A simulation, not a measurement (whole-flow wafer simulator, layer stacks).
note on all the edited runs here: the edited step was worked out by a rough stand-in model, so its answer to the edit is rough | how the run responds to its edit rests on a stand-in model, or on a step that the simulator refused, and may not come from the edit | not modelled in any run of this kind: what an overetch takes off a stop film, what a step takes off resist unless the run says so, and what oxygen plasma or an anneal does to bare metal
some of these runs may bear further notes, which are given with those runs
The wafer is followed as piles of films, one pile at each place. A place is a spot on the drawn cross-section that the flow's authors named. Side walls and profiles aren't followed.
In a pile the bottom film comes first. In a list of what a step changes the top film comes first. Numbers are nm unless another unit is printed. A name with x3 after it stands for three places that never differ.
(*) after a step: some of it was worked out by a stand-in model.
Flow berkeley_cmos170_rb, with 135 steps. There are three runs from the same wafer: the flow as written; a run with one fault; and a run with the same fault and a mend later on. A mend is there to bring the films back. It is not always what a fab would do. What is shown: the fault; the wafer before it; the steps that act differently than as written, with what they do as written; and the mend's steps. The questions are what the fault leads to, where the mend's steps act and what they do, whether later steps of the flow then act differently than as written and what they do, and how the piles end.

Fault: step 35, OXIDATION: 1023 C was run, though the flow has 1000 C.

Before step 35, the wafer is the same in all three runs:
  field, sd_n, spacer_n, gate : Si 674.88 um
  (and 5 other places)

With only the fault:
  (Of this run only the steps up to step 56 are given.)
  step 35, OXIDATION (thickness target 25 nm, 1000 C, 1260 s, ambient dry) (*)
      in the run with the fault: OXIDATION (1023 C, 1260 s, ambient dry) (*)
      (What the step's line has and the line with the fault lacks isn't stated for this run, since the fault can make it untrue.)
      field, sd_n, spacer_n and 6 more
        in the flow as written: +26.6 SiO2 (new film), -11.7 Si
        in the run with the fault: +32.4 SiO2 (new film), -14.3 Si
  Later steps of the flow acting differently than as written:
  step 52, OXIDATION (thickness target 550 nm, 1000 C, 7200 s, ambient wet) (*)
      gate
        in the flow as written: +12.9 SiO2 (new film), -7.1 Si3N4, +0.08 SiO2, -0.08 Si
        in the run with the fault: +12.9 SiO2 (new film), -7.1 Si3N4
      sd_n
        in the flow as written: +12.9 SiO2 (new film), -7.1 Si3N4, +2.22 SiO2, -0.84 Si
        in the run with the fault: +12.9 SiO2 (new film), -7.1 Si3N4, +4.73 SiO2, -1.9 Si
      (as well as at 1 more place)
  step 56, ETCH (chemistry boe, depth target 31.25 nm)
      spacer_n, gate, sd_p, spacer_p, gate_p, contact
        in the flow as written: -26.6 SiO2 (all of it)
        in the run with the fault: -31.2 SiO2
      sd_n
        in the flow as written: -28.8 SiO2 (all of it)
        in the run with the fault: -31.2 SiO2
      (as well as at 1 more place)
  After step 56, at sd_n, spacer_n, gate, sd_p, spacer_p, gate_p, contact, m1, the piles differ from the flow's by more than 2% or 0.5 nm, whichever is larger.
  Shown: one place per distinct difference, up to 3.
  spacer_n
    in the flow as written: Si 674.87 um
    in the run with the fault: Si 674.87 um / SiO2 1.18
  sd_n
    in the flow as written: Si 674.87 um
    in the run with the fault: Si 674.86 um / SiO2 5.91
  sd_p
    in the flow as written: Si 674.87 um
    in the run with the fault: Si 674.87 um / SiO2 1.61

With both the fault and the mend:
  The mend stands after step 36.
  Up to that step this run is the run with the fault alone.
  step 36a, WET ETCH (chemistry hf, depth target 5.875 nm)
      field, sd_n, spacer_n and 6 more
        -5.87 SiO2
  None of the later steps of the flow differs from how it acts as written, at any place that is followed, by more than 2% or 0.5 nm, whichever is larger.
  The piles end only slightly different from the flow's at the places that both follow, by no more than 2% or 0.5 nm, whichever is larger.
